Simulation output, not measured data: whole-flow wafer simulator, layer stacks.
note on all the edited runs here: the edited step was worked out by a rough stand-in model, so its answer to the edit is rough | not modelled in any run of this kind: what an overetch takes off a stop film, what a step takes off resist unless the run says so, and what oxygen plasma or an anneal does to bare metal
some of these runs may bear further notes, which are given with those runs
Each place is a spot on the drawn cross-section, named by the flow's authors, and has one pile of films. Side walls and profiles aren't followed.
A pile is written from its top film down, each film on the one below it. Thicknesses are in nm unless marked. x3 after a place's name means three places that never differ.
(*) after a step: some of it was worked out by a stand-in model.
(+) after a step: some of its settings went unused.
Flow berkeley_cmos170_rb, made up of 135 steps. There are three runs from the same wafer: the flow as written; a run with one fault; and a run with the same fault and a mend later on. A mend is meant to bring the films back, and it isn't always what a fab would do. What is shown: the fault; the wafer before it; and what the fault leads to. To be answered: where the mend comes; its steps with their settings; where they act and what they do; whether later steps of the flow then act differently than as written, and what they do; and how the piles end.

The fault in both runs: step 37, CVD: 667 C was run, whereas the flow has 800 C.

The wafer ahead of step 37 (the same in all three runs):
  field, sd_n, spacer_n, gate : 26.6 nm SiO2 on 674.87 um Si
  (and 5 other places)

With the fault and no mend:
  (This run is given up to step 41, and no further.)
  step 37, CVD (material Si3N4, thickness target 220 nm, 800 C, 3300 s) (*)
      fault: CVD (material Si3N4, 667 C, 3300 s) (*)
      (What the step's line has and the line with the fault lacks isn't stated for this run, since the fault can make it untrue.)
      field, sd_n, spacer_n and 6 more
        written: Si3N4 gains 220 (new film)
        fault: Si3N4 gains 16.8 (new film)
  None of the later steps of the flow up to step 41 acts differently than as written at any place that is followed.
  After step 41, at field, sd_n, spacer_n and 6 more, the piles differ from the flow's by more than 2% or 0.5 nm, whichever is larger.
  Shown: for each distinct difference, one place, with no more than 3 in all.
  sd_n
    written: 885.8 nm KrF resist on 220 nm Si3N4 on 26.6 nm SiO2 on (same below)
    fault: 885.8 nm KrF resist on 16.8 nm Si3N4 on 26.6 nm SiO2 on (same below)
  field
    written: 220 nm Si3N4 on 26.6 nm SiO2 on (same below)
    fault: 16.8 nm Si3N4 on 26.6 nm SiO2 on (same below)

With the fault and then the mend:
  The mend follows step 41.
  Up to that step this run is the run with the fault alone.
  step 41a, STRIP (*) (+)
      sd_n, spacer_n, gate, sd_p, spacer_p, gate_p, contact, m1
        KrF resist loses 885.8 (all of it)
  step 41b, CLEAN (*)
      alters no film at any place that is followed
  step 41c, CVD (material Si3N4, thickness target 203.2 nm, 800 C, 3047 s) (*) (a further turn of the flow's step 37, with different settings)
      field, sd_n, spacer_n and 6 more
        Si3N4 gains 203.2
  step 41d, COAT (KrF resist, thickness 900 nm) (a further turn of the flow's step 38)
      field, sd_n, spacer_n and 6 more
        KrF resist gains 900 (new film)
  step 41e, EXPOSE (photomask ACTIVE) (a further turn of the flow's step 39)
      alters no film at any place that is followed
  step 41f, PEB (130 C, 60 s) (*) (a further turn of the flow's step 40)
      alters no film at any place that is followed
  step 41g, DEVELOP (developer developer-D-0.26N, 45 s) (a further turn of the flow's step 41)
      sd_n, spacer_n, gate, sd_p, spacer_p, gate_p, contact, m1
        KrF resist loses 14.2
      field
        KrF resist loses 900 (all of it)
  None of the later steps of the flow differs from how it acts as written, at any place that is followed, by more than 2% or 0.5 nm, whichever is larger.
  The piles end the same as the flow's at every place that both follow.
